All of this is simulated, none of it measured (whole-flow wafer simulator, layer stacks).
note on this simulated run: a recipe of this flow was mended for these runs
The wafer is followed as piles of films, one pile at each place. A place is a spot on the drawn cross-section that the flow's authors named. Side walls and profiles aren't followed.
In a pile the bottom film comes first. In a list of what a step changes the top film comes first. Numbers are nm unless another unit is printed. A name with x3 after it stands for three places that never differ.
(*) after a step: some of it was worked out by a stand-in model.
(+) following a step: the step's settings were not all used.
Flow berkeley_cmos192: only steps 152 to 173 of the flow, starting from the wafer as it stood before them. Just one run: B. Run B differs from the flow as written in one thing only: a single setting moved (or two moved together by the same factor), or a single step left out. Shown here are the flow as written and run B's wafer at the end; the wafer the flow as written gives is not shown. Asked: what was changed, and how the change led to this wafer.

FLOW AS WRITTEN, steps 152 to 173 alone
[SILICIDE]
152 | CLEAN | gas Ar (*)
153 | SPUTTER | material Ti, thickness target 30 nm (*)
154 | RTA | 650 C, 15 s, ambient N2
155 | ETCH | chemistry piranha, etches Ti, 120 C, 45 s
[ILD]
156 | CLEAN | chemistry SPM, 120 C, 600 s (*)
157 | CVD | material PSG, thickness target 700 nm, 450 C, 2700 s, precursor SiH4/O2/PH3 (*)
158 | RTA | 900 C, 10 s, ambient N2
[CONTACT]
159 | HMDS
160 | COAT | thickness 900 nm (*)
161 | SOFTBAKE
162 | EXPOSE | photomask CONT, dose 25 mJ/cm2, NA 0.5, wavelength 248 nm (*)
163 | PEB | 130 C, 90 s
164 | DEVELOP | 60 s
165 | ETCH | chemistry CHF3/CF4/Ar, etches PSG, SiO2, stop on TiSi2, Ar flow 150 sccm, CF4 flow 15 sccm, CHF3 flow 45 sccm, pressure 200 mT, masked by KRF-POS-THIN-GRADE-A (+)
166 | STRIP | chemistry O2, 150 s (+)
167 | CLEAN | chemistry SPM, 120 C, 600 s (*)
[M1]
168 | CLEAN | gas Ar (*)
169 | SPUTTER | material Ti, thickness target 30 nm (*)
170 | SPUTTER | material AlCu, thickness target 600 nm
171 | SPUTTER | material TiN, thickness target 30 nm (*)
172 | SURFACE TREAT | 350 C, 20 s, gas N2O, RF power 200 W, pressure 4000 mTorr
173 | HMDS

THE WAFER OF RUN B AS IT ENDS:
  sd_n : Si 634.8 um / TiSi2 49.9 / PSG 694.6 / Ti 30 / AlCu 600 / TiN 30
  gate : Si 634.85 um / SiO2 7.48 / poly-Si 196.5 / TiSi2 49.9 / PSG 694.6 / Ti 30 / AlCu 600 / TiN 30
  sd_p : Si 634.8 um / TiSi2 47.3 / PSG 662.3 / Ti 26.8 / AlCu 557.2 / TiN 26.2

The reason: step 153, SPUTTER: thickness target 27 nm was run, while the flow as written has thickness target 30 nm.

The path from the change to this, step by step:
  153 | SPUTTER | material Ti, thickness target 30 nm (*)
      field, sd_n, spacer_n, gate, spacer_p, gate_p, contact, m1: Ti gains 27 (new film) (it would be, as written: Ti gains 30 (new film))
      sd_p: Ti gains 25.4 (new film) (it would be, as written: Ti gains 28.2 (new film))
  154 | RTA | 650 C, 15 s, ambient N2
      sd_p: Ti loses 19.8, TiSi2 C49 gains 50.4 (new film), Si loses 45 (it would be, as written: Ti loses 22, TiSi first gains 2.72 (new film), TiSi2 C49 gains 51.9 (new film), Si loses 48.2)
      sd_n, contact, m1: Ti loses 21.1, TiSi first gains 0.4 (new film), TiSi2 C49 gains 53 (new film), Si loses 47.5 (it would be, as written: Ti loses 23.4, TiSi first gains 6.2 (new film), TiSi2 C49 gains 50.3 (new film), Si loses 49)
      (and at 2 other places as well)
  155 | ETCH | chemistry piranha, etches Ti, 120 C, 45 s
      sd_n, gate, gate_p, contact, m1: Ti loses 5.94 (all of it), TiSi first loses 0.4 (all of it) (it would be, as written: Ti loses 6.6 (all of it), TiSi first loses 0.1)
      sd_p: Ti loses 5.59 (all of it), TiSi2 C49 loses 0.1 (it would be, as written: Ti loses 6.21 (all of it), TiSi first loses 0.1)
      (and at 3 other places as well)
  158 | RTA | 900 C, 10 s, ambient N2
      sd_n, contact, m1: under 1 film: TiSi2 gains 49.9 (new film), TiSi2 C49 loses 53 (all of it) (it would be, as written: under 1 film: TiSi2 gains 55.9 (new film), TiSi first loses 6.09 (all of it), TiSi2 C49 loses 50.3 (all of it), Si loses 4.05)
      gate, gate_p: under 1 film: TiSi2 gains 49.9 (new film), TiSi2 C49 loses 53 (all of it) (it would be, as written: under 1 film: TiSi2 gains 55.9 (new film), TiSi first loses 6.09 (all of it), TiSi2 C49 loses 50.3 (all of it), poly-Si loses 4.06)
      (and at 1 other place as well)
